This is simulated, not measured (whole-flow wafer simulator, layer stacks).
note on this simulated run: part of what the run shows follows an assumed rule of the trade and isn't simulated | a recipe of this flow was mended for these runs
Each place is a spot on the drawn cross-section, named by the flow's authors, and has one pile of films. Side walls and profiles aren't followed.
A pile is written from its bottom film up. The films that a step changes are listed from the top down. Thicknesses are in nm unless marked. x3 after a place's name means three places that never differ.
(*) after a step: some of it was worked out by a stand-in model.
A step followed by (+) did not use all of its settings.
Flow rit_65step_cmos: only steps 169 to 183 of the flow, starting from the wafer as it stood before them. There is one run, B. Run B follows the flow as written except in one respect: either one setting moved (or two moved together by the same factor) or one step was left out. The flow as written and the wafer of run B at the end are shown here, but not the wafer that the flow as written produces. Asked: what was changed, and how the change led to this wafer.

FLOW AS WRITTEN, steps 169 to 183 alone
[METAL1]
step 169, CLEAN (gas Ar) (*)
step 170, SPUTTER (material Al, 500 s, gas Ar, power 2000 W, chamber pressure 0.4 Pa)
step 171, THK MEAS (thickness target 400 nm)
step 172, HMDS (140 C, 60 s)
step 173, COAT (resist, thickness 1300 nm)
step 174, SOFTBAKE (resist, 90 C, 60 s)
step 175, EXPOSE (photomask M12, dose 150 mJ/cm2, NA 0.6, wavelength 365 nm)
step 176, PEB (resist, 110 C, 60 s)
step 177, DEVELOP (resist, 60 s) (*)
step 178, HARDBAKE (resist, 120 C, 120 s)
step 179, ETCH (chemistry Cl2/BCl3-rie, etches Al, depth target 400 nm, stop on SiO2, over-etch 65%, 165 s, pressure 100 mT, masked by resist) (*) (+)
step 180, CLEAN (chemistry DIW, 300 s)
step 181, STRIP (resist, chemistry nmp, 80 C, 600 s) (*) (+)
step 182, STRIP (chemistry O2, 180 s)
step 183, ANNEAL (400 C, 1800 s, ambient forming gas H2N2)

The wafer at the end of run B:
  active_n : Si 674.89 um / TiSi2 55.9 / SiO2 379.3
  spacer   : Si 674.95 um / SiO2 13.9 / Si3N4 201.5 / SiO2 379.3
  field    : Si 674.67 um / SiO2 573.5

The reason: step 170, SPUTTER: 700 s was run, though the flow has 500 s; step 177, DEVELOP: 83.2 s was run, where the flow has 60 s.

Step by step, how the change led to this:
  step 170, SPUTTER (material Al, 500 s, gas Ar, power 2000 W, chamber pressure 0.4 Pa)
      field, field_pw, field_nw and 10 more: Al gains 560 (new film) (it would be, as written: Al gains 400 (new film))
      contact: Al gains 344.1 (new film) (it would be, as written: Al gains 255.4 (new film))
  step 173, COAT (resist, thickness 1300 nm)
      contact: resist gains 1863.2 (new film) (it would be, as written: resist gains 1785.1 (new film))
  step 176, PEB (resist, 110 C, 60 s)
      contact: resist loses 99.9 (it would be, as written: resist loses 95.5)
  step 177, DEVELOP (resist, 60 s) (*)
      active_n, active_p: resist loses 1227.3 (all of it), Al loses 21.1 (it would be, as written: resist loses 1226.2 (all of it), Al loses 13.3)
      field: resist loses 1292.9 (all of it), Al loses 21.1 (it would be, as written: resist loses 1291.6 (all of it), Al loses 13.3)
      (and at 9 other places as well)
  step 178, HARDBAKE (resist, 120 C, 120 s)
      contact: resist loses 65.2 (it would be, as written: resist loses 62.1)
  step 179, ETCH (chemistry Cl2/BCl3-rie, etches Al, depth target 400 nm, stop on SiO2, over-etch 65%, 165 s, pressure 100 mT, masked by resist) (*) (+)
      field, field_pw, field_nw and 9 more: Al loses 538.9 (all of it), SiO2 loses 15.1 (it would be, as written: Al loses 386.7 (all of it), SiO2 loses 34.2)
  step 181, STRIP (resist, chemistry nmp, 80 C, 600 s) (*) (+)
      contact: resist loses 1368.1 (all of it) (it would be, as written: resist loses 1297.5 (all of it))
